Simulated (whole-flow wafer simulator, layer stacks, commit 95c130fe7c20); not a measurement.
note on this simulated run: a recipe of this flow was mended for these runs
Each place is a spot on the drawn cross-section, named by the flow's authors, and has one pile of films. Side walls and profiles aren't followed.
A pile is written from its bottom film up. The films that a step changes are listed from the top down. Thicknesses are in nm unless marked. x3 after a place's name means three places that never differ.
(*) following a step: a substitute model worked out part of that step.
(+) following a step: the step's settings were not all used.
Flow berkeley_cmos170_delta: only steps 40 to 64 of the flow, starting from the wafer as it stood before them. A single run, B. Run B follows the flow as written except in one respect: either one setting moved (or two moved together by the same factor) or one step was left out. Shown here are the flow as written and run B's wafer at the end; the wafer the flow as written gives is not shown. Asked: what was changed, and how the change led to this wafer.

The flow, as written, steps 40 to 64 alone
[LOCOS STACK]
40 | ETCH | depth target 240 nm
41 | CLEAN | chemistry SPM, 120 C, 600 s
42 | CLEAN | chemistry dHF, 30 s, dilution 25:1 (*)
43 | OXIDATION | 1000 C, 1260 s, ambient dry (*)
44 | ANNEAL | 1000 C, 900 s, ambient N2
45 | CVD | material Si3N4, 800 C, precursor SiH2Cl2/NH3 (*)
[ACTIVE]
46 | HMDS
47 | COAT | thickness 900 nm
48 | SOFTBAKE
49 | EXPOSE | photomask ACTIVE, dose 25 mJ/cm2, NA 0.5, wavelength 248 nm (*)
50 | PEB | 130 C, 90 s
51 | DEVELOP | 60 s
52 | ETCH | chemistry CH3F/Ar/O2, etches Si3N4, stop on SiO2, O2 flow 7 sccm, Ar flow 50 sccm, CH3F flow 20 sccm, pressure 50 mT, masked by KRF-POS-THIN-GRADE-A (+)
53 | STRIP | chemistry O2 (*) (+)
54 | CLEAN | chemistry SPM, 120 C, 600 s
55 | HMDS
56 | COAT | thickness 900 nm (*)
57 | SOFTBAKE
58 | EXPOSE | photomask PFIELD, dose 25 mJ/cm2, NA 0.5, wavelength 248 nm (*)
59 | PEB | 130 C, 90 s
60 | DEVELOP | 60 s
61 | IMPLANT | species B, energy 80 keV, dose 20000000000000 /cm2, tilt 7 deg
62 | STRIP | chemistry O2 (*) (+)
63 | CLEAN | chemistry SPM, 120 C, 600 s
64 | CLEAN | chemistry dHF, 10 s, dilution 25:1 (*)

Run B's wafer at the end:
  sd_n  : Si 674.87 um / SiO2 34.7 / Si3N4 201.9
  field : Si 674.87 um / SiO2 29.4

The reason: step 40, ETCH: depth target 180 nm was run, whereas the flow has depth target 240 nm.

Step by step, how the change led to this:
  40 | ETCH | depth target 240 nm
      field, sd_n, spacer_n and 6 more: SiO2 loses 180 (in the flow as written it would be: SiO2 loses 197.6 (all of it))
  41 | CLEAN | chemistry SPM, 120 C, 600 s
      field, sd_n, spacer_n and 6 more: nothing (in the flow as written it would be: chemical SiO2 gains 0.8 (new film), Si loses 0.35)
  42 | CLEAN | chemistry dHF, 30 s, dilution 25:1 (*)
      field, sd_n, spacer_n and 6 more: SiO2 loses 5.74 (in the flow as written it would be: chemical SiO2 loses 0.8 (all of it))
  43 | OXIDATION | 1000 C, 1260 s, ambient dry (*)
      field, sd_n, spacer_n and 6 more: SiO2 gains 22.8, Si loses 10 (in the flow as written it would be: SiO2 gains 26.6 (new film), Si loses 11.7)
